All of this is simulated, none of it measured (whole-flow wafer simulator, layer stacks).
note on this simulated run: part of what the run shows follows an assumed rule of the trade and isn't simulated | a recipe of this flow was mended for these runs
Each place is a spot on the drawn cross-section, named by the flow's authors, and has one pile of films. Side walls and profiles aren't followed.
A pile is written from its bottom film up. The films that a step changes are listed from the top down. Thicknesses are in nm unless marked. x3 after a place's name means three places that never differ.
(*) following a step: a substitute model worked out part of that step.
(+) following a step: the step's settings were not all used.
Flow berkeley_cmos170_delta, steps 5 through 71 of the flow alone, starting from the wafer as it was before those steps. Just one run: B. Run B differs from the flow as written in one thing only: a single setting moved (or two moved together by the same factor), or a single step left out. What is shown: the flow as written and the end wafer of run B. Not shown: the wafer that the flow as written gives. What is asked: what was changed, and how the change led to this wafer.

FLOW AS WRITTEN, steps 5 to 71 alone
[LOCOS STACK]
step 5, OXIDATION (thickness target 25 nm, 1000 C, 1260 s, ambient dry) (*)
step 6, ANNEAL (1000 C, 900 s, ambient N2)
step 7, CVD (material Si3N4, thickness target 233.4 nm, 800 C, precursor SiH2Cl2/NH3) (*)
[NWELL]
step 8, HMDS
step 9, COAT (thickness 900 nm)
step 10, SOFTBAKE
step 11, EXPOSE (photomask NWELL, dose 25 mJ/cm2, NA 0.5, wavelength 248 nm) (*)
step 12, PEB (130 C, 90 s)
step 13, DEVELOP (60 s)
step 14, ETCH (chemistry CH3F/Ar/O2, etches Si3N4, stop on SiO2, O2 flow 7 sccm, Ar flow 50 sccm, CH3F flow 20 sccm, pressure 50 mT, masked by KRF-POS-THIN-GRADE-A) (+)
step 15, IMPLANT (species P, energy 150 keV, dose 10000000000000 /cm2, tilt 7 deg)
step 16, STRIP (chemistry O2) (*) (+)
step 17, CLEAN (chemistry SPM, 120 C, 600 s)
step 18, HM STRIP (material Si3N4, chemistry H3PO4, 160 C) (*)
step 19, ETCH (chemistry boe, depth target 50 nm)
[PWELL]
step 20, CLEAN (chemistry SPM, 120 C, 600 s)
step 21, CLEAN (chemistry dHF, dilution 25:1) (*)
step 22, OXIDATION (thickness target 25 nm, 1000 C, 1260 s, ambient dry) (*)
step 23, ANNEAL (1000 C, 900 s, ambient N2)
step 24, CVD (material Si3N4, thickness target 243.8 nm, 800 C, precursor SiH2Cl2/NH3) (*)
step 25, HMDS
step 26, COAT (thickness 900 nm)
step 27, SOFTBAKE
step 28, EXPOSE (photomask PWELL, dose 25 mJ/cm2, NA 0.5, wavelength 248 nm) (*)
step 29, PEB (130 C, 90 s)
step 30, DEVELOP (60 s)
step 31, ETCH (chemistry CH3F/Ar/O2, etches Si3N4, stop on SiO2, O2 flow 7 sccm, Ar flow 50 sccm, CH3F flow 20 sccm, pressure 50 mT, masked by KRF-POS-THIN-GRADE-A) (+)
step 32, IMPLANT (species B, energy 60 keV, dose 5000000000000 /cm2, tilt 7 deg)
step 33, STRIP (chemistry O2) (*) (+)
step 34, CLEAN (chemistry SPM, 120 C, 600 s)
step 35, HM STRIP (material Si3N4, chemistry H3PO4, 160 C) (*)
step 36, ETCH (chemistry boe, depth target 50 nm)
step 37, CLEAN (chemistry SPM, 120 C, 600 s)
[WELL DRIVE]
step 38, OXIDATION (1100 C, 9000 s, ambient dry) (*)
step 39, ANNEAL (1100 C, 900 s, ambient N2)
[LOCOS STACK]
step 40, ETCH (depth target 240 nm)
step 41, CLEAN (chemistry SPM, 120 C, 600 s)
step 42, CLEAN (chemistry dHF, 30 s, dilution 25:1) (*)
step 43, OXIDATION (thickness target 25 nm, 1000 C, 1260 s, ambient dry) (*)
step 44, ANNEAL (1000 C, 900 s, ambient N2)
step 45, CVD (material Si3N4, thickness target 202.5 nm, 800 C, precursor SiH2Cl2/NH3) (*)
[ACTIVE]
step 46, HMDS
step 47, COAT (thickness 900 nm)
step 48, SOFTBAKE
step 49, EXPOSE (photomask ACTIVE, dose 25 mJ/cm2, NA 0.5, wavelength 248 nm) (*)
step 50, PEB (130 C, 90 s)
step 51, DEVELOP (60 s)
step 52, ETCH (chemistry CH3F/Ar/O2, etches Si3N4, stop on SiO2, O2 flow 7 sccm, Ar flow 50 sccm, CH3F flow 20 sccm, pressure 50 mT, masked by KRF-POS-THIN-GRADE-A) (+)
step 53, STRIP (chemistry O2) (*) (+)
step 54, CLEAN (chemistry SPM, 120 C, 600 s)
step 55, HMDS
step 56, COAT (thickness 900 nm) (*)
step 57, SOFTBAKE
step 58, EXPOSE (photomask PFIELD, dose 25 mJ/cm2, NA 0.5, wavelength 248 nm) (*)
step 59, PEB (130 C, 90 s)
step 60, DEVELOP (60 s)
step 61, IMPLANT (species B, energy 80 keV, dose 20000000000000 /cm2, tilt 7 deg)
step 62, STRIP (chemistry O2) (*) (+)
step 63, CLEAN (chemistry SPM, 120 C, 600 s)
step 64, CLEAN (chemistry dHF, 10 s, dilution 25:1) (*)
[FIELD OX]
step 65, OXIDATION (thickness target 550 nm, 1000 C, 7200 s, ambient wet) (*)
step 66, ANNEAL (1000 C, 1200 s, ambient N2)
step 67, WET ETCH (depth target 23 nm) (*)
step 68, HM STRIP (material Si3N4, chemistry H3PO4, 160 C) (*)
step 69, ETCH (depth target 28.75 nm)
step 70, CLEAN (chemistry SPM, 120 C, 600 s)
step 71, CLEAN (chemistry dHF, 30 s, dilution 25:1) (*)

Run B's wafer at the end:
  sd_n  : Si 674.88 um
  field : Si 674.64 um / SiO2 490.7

The reason: step 5, OXIDATION: 700 C was run, though the flow has 1000 C.

How this came from the change, step by step:
  step 5, OXIDATION (thickness target 25 nm, 1000 C, 1260 s, ambient dry) (*)
      field, sd_n, spacer_n and 6 more: +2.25 SiO2 (new film), -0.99 Si (it would be, as written: +26.6 SiO2 (new film), -11.7 Si)
  step 14, ETCH (chemistry CH3F/Ar/O2, etches Si3N4, stop on SiO2, O2 flow 7 sccm, Ar flow 50 sccm, CH3F flow 20 sccm, pressure 50 mT, masked by KRF-POS-THIN-GRADE-A) (+)
      sd_p, spacer_p, gate_p: -233.4 Si3N4 (all of it), -2.25 SiO2 (all of it), -1.8 Si (it would be, as written: -233.4 Si3N4 (all of it), -3.89 SiO2)
  step 16, STRIP (chemistry O2) (*) (+)
      sd_p, spacer_p, gate_p: +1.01 chemical SiO2 (new film), -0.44 Si (it would be, as written: nothing)
  step 18, HM STRIP (material Si3N4, chemistry H3PO4, 160 C) (*)
      field, sd_n, spacer_n, gate, contact, m1: +0.5 chemical SiO2 (new film), -233.4 Si3N4 (all of it), -2.25 SiO2 (all of it), -0.22 Si (it would be, as written: -233.4 Si3N4 (all of it), -7.29 SiO2)
      sd_p, spacer_p, gate_p: -0.51 chemical SiO2, -0.22 Si (it would be, as written: -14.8 SiO2)
  step 19, ETCH (chemistry boe, depth target 50 nm)
      field, sd_n, spacer_n, gate, contact, m1: -0.5 chemical SiO2 (all of it) (it would be, as written: -19.3 SiO2 (all of it))
      sd_p, spacer_p, gate_p: -0.5 chemical SiO2 (all of it) (it would be, as written: -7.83 SiO2 (all of it))
  step 65, OXIDATION (thickness target 550 nm, 1000 C, 7200 s, ambient wet) (*)
      sd_p: +12.1 SiO2 (new film), -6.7 Si3N4 (it would be, as written: +12.1 SiO2 (new film), -6.7 Si3N4, +0.15 SiO2, -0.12 Si)
